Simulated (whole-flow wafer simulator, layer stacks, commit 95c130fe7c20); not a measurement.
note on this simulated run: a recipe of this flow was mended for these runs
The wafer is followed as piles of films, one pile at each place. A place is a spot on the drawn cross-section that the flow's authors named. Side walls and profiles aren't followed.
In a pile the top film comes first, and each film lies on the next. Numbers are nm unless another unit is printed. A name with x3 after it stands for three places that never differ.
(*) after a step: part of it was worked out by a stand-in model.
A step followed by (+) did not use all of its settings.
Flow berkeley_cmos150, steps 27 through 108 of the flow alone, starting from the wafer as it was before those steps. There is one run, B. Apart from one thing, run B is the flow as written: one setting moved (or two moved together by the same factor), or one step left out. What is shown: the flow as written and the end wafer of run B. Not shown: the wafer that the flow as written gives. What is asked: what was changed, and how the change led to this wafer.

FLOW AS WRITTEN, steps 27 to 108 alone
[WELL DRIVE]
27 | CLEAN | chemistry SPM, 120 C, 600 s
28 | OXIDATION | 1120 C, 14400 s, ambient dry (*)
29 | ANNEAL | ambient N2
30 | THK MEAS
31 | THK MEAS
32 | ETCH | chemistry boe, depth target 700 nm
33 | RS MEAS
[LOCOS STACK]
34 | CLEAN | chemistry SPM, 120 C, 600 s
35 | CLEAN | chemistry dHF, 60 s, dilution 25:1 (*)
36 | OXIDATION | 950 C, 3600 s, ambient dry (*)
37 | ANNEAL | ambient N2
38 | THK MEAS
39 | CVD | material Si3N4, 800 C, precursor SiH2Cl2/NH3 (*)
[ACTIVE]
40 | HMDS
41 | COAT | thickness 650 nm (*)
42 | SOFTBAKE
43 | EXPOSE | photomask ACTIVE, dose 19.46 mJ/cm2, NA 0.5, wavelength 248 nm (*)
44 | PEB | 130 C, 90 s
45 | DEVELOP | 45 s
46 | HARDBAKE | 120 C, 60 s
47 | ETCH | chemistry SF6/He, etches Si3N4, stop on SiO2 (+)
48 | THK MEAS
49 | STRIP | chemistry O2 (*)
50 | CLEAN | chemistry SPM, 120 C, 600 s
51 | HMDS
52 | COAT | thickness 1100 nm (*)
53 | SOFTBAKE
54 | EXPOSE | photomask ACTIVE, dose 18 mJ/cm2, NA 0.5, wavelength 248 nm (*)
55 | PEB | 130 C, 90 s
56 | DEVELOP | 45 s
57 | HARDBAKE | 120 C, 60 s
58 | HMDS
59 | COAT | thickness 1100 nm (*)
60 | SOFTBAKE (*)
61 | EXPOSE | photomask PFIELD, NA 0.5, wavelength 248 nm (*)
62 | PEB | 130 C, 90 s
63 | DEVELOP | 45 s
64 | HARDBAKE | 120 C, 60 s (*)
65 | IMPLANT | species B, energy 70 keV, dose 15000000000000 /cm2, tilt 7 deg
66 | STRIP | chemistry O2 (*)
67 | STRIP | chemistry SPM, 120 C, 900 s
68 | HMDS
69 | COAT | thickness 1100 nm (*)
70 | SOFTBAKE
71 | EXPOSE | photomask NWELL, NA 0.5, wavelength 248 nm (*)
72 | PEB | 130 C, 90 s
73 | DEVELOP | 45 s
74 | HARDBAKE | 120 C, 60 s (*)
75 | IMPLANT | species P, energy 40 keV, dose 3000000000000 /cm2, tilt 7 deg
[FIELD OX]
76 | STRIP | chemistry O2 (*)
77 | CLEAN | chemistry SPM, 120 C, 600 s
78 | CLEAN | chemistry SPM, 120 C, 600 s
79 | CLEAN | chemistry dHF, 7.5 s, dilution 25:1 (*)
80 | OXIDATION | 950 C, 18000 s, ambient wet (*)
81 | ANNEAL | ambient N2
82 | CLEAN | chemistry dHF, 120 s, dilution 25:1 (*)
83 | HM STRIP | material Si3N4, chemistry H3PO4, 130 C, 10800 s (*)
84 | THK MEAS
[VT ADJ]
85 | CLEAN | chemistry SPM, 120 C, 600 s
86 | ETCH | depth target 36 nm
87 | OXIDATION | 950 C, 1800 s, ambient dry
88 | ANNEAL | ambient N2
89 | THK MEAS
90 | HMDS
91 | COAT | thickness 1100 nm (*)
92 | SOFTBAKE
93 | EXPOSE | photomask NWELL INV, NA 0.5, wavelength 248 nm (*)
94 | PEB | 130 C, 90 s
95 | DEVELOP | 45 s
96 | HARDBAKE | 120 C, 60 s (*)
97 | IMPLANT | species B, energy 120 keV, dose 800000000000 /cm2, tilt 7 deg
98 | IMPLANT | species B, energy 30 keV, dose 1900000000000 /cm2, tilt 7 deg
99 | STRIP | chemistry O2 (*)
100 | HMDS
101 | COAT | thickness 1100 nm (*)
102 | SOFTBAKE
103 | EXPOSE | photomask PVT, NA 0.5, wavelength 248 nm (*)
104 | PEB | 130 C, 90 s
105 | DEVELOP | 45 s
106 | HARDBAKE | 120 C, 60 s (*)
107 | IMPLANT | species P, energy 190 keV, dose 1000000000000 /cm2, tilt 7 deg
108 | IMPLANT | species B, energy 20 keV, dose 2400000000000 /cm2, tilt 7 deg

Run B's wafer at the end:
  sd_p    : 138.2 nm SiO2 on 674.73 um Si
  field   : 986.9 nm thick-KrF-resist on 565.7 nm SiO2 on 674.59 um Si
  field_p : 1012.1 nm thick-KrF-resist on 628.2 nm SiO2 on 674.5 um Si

What caused this: step 32, ETCH: depth target 385 nm was run, while the flow as written has depth target 700 nm.

How this came from the change, step by step:
  32 | ETCH | chemistry boe, depth target 700 nm
      field_p, sd_p, gate_p: -385 SiO2 (in the flow as written it would be: -555.5 SiO2 (all of it))
  34 | CLEAN | chemistry SPM, 120 C, 600 s
      field_p, sd_p, gate_p: nothing (in the flow as written it would be: +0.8 chemical SiO2 (new film), -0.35 Si)
  35 | CLEAN | chemistry dHF, 60 s, dilution 25:1 (*)
      field_p, sd_p, gate_p: -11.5 SiO2 (in the flow as written it would be: -0.8 chemical SiO2 (all of it))
  36 | OXIDATION | 950 C, 3600 s, ambient dry (*)
      field_p, sd_p, gate_p: +11 SiO2, -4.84 Si (in the flow as written it would be: +31.5 SiO2 (new film), -13.8 Si)
  41 | COAT | thickness 650 nm (*)
      field_p: +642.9 KrF-resist (new film) (in the flow as written it would be: +715.2 KrF-resist (new film))
      sd_n: +651.9 KrF-resist (new film) (in the flow as written it would be: +633.7 KrF-resist (new film))
      (also at 2 further places)
  45 | DEVELOP | 45 s
      field_p: -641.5 KrF-resist (all of it) (in the flow as written it would be: -713.6 KrF-resist (all of it))
  46 | HARDBAKE | 120 C, 60 s
      sd_n: -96 KrF-resist (in the flow as written it would be: -93.3 KrF-resist)
      sd_p: -95 KrF-resist (in the flow as written it would be: -102.4 KrF-resist)
      (also at 1 further place)
  49 | STRIP | chemistry O2 (*)
      sd_n: -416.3 KrF-resist (all of it) (in the flow as written it would be: -400.9 KrF-resist (all of it))
      sd_p: -410.5 KrF-resist (all of it) (in the flow as written it would be: -452.2 KrF-resist (all of it))
      (also at 1 further place)
  52 | COAT | thickness 1100 nm (*)
      field: +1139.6 thick-KrF-resist (new film) (in the flow as written it would be: +1106.9 thick-KrF-resist (new film))
      field_p: +1127.8 thick-KrF-resist (new film) (in the flow as written it would be: +1219.5 thick-KrF-resist (new film))
      (also at 2 further places)
  56 | DEVELOP | 45 s
      field: -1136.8 thick-KrF-resist (all of it) (in the flow as written it would be: -1104.2 thick-KrF-resist (all of it))
      field_p: -1125 thick-KrF-resist (all of it) (in the flow as written it would be: -1216.4 thick-KrF-resist (all of it))
  57 | HARDBAKE | 120 C, 60 s
      sd_p: -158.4 thick-KrF-resist (in the flow as written it would be: -169.9 thick-KrF-resist)
      gate_p: -159.6 thick-KrF-resist (in the flow as written it would be: -170.5 thick-KrF-resist)
  59 | COAT | thickness 1100 nm (*)
      field: +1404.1 thick-KrF-resist (new film) (in the flow as written it would be: +1375.8 thick-KrF-resist (new film))
      field_p: +1394.8 thick-KrF-resist (new film) (in the flow as written it would be: +1495 thick-KrF-resist (new film))
      (also at 2 further places)
  63 | DEVELOP | 45 s
      field: -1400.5 thick-KrF-resist (all of it) (in the flow as written it would be: -1372.3 thick-KrF-resist (all of it))
  66 | STRIP | chemistry O2 (*)
      field_p: -1378 thick-KrF-resist (all of it) (in the flow as written it would be: -1477.9 thick-KrF-resist (all of it))
      sd_p: -1470.7 thick-KrF-resist (all of it) (in the flow as written it would be: -1563.6 thick-KrF-resist (all of it))
      (also at 1 further place)
  69 | COAT | thickness 1100 nm (*)
      field: +1139.6 thick-KrF-resist (new film) (in the flow as written it would be: +1106.9 thick-KrF-resist (new film))
      field_p: +1127.8 thick-KrF-resist (new film) (in the flow as written it would be: +1219.5 thick-KrF-resist (new film))
      (also at 2 further places)
  73 | DEVELOP | 45 s
      field_p: -1125 thick-KrF-resist (all of it) (in the flow as written it would be: -1216.4 thick-KrF-resist (all of it))
      sd_p: -1034.4 thick-KrF-resist (all of it) (in the flow as written it would be: -1108.9 thick-KrF-resist (all of it))
      (also at 1 further place)
  ... 8 further steps ...
  105 | DEVELOP | 45 s
      sd_p: -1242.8 thick-KrF-resist (all of it) (in the flow as written it would be: -1314 thick-KrF-resist (all of it))
      gate_p: -1222.3 thick-KrF-resist (all of it) (in the flow as written it would be: -1288.3 thick-KrF-resist (all of it))
